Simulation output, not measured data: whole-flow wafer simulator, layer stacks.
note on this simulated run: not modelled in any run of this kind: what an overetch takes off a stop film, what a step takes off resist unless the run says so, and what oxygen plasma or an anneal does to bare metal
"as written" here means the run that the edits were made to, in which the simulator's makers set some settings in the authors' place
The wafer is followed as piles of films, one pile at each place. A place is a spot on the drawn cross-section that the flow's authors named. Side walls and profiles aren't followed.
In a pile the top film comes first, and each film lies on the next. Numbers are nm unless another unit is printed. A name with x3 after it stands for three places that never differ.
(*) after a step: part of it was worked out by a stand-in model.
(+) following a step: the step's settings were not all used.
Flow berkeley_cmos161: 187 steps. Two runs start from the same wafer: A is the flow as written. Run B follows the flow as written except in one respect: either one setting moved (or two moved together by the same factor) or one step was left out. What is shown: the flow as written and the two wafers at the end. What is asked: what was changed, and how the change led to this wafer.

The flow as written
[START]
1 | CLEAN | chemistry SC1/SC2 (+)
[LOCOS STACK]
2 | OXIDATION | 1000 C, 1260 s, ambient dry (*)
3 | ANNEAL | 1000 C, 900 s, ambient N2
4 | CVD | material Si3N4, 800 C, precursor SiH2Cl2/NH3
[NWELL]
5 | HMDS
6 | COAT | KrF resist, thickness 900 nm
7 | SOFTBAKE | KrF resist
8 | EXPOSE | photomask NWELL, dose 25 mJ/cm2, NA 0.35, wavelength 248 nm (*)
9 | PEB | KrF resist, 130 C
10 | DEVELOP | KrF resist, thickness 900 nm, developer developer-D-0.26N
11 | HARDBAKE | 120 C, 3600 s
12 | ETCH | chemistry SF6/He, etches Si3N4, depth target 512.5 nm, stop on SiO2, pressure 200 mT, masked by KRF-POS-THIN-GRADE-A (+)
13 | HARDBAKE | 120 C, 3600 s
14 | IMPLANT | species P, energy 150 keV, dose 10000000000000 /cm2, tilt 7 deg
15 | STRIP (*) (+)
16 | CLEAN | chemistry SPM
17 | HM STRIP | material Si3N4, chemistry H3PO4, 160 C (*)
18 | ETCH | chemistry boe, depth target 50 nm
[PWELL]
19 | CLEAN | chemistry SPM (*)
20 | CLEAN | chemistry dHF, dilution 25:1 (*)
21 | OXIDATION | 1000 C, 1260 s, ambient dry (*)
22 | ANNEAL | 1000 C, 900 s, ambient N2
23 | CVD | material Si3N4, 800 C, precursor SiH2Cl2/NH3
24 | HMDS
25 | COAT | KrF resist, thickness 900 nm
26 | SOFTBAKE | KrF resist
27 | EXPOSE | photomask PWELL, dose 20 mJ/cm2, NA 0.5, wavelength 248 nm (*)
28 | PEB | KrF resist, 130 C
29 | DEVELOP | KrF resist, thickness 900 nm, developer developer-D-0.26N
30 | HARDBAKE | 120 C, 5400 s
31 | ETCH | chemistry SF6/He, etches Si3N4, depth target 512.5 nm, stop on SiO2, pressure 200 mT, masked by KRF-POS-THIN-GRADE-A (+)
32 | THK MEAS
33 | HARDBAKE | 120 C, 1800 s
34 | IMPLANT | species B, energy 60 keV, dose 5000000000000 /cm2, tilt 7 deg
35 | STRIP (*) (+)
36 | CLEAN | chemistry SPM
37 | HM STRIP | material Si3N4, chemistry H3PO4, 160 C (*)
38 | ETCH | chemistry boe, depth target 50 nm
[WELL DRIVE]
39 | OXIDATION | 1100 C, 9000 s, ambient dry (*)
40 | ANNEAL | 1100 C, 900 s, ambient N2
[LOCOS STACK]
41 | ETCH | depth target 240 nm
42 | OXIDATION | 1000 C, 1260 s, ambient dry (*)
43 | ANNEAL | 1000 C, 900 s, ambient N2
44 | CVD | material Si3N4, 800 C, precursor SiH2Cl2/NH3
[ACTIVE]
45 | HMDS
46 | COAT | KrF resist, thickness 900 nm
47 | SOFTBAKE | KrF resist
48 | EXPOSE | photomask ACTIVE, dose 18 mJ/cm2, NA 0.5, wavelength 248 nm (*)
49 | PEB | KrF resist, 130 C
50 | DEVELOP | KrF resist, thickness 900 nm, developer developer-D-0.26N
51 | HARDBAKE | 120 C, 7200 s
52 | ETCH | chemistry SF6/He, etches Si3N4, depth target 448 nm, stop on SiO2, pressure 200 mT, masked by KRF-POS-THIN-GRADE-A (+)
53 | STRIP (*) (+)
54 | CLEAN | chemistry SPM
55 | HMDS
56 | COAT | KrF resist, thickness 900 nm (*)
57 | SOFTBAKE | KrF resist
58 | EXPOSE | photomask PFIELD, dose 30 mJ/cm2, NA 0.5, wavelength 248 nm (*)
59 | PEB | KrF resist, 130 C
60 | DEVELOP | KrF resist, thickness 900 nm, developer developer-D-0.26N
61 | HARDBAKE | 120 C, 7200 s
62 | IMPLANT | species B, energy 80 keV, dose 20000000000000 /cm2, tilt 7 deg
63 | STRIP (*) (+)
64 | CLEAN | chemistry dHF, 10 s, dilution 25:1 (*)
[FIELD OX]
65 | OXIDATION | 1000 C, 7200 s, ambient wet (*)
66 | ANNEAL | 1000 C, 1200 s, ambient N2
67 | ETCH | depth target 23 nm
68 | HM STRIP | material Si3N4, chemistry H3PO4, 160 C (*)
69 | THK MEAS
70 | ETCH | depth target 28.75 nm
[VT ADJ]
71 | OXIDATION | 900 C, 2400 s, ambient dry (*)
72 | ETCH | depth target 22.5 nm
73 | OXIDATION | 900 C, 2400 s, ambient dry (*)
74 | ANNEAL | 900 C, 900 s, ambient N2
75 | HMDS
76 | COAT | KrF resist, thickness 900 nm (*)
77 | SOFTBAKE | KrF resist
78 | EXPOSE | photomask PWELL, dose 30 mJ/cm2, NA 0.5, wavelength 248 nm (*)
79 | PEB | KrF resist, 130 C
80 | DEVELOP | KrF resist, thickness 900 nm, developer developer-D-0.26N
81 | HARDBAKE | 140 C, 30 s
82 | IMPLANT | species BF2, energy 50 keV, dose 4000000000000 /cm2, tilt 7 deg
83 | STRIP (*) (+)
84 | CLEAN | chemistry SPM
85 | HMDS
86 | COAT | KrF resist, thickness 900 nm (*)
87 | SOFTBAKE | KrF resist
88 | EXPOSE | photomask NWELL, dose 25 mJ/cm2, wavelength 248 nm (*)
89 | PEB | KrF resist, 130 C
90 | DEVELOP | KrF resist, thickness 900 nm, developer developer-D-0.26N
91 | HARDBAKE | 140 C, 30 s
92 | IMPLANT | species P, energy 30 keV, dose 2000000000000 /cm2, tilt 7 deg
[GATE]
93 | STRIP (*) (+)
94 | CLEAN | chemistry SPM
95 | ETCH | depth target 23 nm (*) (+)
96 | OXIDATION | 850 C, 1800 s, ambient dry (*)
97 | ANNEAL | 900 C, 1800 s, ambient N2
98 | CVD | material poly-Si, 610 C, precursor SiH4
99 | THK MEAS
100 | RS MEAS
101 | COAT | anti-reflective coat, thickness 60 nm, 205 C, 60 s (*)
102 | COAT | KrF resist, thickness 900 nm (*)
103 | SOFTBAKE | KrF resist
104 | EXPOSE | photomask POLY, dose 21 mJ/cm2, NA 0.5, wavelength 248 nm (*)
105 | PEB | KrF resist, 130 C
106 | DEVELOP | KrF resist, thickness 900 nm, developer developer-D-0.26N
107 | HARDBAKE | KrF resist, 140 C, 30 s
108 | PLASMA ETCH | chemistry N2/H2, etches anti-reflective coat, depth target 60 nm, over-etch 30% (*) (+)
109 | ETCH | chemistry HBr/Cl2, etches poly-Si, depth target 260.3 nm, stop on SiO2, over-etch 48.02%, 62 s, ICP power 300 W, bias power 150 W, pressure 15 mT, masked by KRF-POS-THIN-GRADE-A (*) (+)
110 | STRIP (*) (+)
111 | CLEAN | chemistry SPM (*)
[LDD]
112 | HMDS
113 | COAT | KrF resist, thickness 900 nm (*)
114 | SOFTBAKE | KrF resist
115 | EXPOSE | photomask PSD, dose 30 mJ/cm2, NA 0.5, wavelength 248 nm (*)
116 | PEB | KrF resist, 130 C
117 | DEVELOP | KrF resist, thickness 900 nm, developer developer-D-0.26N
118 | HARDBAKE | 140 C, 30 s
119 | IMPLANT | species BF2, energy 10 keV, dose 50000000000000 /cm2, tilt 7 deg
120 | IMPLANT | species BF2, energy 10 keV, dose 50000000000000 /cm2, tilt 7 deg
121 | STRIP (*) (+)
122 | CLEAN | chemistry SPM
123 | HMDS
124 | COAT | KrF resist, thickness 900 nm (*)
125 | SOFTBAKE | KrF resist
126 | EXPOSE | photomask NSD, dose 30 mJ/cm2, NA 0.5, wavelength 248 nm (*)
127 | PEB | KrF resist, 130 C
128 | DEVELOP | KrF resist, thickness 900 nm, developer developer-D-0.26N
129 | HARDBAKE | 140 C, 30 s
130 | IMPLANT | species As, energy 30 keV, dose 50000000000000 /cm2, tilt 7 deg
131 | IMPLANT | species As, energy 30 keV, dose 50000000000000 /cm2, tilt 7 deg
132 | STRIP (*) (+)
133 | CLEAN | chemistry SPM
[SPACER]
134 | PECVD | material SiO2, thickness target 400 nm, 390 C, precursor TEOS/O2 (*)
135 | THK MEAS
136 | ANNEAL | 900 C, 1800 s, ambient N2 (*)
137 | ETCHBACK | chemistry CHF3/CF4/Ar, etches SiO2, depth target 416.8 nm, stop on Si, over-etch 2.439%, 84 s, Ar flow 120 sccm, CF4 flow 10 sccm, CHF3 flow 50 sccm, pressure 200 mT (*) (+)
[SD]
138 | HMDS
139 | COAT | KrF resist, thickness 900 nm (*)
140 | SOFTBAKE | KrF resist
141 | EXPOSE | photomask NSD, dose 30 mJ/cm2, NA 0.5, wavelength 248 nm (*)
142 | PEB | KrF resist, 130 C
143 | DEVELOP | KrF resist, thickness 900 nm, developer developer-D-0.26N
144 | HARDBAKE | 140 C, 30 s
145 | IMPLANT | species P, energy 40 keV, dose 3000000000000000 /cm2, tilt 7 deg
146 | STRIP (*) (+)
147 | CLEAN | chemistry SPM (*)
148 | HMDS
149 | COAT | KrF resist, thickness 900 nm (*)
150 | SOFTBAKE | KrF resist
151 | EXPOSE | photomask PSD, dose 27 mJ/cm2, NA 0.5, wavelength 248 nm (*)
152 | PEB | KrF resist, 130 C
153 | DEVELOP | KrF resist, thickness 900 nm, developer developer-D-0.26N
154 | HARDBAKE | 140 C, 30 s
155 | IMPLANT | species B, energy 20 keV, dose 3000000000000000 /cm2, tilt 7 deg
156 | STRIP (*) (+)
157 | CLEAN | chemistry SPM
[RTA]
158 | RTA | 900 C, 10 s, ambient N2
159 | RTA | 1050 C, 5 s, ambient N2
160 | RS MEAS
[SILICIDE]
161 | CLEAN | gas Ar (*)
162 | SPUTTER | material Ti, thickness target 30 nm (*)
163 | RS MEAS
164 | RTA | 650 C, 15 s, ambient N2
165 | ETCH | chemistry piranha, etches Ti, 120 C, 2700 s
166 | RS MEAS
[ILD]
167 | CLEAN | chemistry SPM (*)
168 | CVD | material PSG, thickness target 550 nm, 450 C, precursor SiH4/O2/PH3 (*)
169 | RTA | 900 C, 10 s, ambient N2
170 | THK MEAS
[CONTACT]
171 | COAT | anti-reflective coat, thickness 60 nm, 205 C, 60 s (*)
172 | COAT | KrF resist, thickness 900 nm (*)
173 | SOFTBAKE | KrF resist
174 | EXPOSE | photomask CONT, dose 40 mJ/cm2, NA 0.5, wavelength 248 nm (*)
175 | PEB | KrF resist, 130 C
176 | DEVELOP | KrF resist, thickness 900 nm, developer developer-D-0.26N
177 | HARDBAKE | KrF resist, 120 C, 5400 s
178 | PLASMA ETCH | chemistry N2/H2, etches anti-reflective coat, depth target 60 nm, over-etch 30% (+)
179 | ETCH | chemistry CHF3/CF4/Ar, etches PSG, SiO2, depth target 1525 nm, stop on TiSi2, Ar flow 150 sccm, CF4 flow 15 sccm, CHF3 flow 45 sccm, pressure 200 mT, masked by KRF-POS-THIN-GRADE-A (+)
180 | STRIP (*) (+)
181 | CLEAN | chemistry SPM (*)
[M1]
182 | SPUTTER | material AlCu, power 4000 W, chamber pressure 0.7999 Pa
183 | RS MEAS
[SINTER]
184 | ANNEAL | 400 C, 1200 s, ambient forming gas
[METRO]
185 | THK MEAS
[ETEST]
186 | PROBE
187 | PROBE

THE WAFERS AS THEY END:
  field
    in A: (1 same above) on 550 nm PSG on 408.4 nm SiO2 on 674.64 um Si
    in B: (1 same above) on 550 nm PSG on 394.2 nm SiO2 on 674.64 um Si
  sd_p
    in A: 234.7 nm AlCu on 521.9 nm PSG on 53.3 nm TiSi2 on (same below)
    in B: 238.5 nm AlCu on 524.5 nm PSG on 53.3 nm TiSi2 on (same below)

What caused this: step 46, COAT: thickness 1350 nm was run, though the flow has thickness 900 nm; step 70, ETCH: depth target 43.12 nm was run, where the flow has depth target 28.75 nm.

Step by step, how the change led to this:
  46 | COAT | KrF resist, thickness 900 nm
      field, sd_n, spacer_n and 6 more: A KrF resist gains 900 (new film) | B KrF resist gains 1350 (new film)
  49 | PEB | KrF resist, 130 C
      field, sd_n, spacer_n and 6 more: A KrF resist loses 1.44 | B KrF resist loses 2.34
  50 | DEVELOP | KrF resist, thickness 900 nm, developer developer-D-0.26N
      field: A KrF resist loses 898.6 (all of it) | B KrF resist loses 1347.7 (all of it)
  51 | HARDBAKE | 120 C, 7200 s
      sd_n, spacer_n, gate_n, sd_p, spacer_p, gate_p, contact, m1: A KrF resist loses 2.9 | B KrF resist loses 4.86
  53 | STRIP (*) (+)
      sd_n, spacer_n, gate_n, sd_p, spacer_p, gate_p, contact, m1: A KrF resist loses 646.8 (all of it) | B KrF resist loses 1093.9 (all of it)
  70 | ETCH | depth target 28.75 nm
      field: A SiO2 loses 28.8 | B SiO2 loses 43.1
  101 | COAT | anti-reflective coat, thickness 60 nm, 205 C, 60 s (*)
      sd_n: A anti-reflective coat gains 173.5 (new film) | B anti-reflective coat gains 163.5 (new film)
      spacer_n: A anti-reflective coat gains 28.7 (new film) | B anti-reflective coat gains 31.6 (new film)
      (also at 6 further places)
  108 | PLASMA ETCH | chemistry N2/H2, etches anti-reflective coat, depth target 60 nm, over-etch 30% (*) (+)
      sd_n: A anti-reflective coat loses 173.5 (all of it), poly-Si loses 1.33 | B anti-reflective coat loses 163.5 (all of it), poly-Si loses 1.26
      spacer_n: A anti-reflective coat loses 28.7 (all of it), poly-Si loses 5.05 | B anti-reflective coat loses 31.6 (all of it), poly-Si loses 4.64
      (also at 4 further places)
  110 | STRIP (*) (+)
      gate_n: A chemical SiO2 gains 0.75 (new film), KrF resist loses 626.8 (all of it), anti-reflective coat loses 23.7 (all of it), poly-Si loses 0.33 | B chemical SiO2 gains 0.75 (new film), KrF resist loses 617.6 (all of it), anti-reflective coat loses 26.6 (all of it), poly-Si loses 0.33
      gate_p: A chemical SiO2 gains 0.75 (new film), KrF resist loses 598.2 (all of it), anti-reflective coat loses 27.9 (all of it), poly-Si loses 0.33 | B chemical SiO2 gains 0.75 (new film), KrF resist loses 592.4 (all of it), anti-reflective coat loses 29.6 (all of it), poly-Si loses 0.33
  171 | COAT | anti-reflective coat, thickness 60 nm, 205 C, 60 s (*)
      sd_n: A anti-reflective coat gains 149.7 (new film) | B anti-reflective coat gains 138.4 (new film)
      gate_n: A anti-reflective coat gains 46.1 (new film) | B anti-reflective coat gains 45 (new film)
      (also at 2 further places)
  180 | STRIP (*) (+)
      sd_n: A KrF resist loses 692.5 (all of it), anti-reflective coat loses 149.7 (all of it) | B KrF resist loses 694.1 (all of it), anti-reflective coat loses 138.4 (all of it)
      gate_n: A KrF resist loses 589.4 (all of it), anti-reflective coat loses 46.1 (all of it) | B KrF resist loses 580.8 (all of it), anti-reflective coat loses 45 (all of it)
      (also at 2 further places)
